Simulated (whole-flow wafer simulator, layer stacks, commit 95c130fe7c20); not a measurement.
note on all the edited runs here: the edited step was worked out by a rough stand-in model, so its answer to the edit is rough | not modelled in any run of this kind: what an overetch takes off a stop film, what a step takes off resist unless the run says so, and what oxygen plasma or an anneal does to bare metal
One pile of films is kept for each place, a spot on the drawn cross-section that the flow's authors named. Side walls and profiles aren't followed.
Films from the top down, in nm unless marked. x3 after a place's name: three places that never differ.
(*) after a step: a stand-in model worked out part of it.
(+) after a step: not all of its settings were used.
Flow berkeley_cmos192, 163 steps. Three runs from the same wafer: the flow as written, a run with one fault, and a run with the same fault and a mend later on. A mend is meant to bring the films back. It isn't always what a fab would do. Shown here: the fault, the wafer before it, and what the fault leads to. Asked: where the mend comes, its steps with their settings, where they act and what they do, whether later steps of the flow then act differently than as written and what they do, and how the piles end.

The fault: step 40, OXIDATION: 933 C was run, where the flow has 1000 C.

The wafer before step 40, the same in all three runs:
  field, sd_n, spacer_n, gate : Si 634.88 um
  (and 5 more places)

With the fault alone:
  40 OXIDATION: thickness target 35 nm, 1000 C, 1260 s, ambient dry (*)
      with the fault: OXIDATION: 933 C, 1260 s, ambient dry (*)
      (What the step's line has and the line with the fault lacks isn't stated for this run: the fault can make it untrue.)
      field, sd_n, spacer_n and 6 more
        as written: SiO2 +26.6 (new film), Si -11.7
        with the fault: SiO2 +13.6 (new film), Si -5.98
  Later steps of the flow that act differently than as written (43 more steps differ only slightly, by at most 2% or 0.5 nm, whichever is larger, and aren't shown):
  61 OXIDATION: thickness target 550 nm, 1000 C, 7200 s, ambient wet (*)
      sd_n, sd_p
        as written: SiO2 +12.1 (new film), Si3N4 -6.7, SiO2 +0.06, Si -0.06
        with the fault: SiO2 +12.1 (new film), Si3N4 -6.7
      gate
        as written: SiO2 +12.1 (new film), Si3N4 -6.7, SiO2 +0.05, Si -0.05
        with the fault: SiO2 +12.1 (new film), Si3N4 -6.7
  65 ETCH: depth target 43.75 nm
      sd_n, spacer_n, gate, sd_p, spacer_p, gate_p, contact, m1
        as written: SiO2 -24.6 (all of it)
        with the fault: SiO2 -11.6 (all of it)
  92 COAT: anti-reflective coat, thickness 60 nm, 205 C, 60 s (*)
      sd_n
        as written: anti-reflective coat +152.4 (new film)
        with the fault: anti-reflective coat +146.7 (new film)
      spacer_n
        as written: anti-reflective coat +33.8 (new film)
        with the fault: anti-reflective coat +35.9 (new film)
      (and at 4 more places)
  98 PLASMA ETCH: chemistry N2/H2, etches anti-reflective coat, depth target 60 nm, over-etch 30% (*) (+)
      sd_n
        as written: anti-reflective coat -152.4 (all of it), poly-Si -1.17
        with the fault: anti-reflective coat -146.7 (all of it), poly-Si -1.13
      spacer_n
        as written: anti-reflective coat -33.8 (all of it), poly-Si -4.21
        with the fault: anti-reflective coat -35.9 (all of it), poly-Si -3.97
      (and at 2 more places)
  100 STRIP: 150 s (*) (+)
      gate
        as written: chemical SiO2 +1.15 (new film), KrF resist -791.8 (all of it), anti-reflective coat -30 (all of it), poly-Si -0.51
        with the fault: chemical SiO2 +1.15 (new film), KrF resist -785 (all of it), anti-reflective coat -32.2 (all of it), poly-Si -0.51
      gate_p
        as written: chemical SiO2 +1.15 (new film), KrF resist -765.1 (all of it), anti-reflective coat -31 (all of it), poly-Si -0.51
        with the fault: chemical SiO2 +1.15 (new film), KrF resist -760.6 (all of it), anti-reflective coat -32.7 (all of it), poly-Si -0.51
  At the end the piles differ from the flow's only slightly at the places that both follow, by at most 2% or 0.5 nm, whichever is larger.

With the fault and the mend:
  The mend comes after step 41.
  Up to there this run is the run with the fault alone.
  41a OXIDATION: 1000 C, 768 s, ambient dry (*) (the flow's step 40 once more, with other settings)
      field, sd_n, spacer_n and 6 more
        SiO2 +13, Si -5.73
  No later step of the flow acts differently than as written, at any place that is followed, by more than 2% or 0.5 nm, whichever is larger.
  At the end the piles are the same as the flow's at every place that both follow.
